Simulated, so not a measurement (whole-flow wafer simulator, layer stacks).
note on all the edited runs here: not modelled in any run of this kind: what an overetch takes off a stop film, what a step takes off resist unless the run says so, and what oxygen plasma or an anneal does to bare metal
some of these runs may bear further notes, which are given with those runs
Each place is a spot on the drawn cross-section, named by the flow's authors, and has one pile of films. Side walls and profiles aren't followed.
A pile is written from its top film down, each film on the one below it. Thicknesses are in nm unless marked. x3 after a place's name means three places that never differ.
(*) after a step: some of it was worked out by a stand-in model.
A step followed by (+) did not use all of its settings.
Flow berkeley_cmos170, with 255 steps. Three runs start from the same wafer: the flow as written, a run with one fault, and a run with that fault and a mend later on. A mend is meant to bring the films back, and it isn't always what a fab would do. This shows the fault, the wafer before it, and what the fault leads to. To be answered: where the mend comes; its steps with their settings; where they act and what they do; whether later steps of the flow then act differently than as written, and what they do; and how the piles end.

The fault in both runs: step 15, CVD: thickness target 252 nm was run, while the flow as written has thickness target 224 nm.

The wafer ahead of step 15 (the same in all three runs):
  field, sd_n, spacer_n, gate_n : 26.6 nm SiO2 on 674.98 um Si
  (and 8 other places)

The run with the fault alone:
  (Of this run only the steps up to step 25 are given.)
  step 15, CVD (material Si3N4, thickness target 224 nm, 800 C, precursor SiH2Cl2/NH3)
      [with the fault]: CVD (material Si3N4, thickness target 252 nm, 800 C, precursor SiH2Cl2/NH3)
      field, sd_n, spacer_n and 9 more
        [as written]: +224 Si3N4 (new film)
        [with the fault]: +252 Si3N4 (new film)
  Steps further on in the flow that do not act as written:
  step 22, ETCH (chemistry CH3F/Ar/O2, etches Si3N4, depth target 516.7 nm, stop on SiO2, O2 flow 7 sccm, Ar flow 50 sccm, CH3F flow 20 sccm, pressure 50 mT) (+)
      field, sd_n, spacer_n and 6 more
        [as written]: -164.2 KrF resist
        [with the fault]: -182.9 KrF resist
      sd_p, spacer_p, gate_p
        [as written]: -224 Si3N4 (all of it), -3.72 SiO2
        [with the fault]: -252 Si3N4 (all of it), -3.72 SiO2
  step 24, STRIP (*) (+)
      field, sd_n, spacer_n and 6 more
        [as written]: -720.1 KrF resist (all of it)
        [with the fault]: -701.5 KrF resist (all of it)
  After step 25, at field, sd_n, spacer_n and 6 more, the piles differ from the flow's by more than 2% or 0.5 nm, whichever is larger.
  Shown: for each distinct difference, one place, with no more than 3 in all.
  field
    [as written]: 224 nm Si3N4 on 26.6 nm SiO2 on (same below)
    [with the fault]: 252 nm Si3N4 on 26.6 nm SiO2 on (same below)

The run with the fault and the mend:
  The mend follows step 15.
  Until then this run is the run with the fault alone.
  step 15a, ETCH (chemistry h3po4, depth target 289.8 nm)
      field, sd_n, spacer_n and 9 more
        -252 Si3N4 (all of it)
  step 15b, CLEAN (chemistry SPM)
      does not change any film at any place that is followed
  step 15c, CVD (material Si3N4, thickness target 224 nm, 800 C, precursor SiH2Cl2/NH3) (the flow's step 15, run once more)
      field, sd_n, spacer_n and 9 more
        +224 Si3N4 (new film)
  None of the later steps of the flow acts differently than as written at any place that is followed.
  The piles end the same as the flow's at every place that both follow.
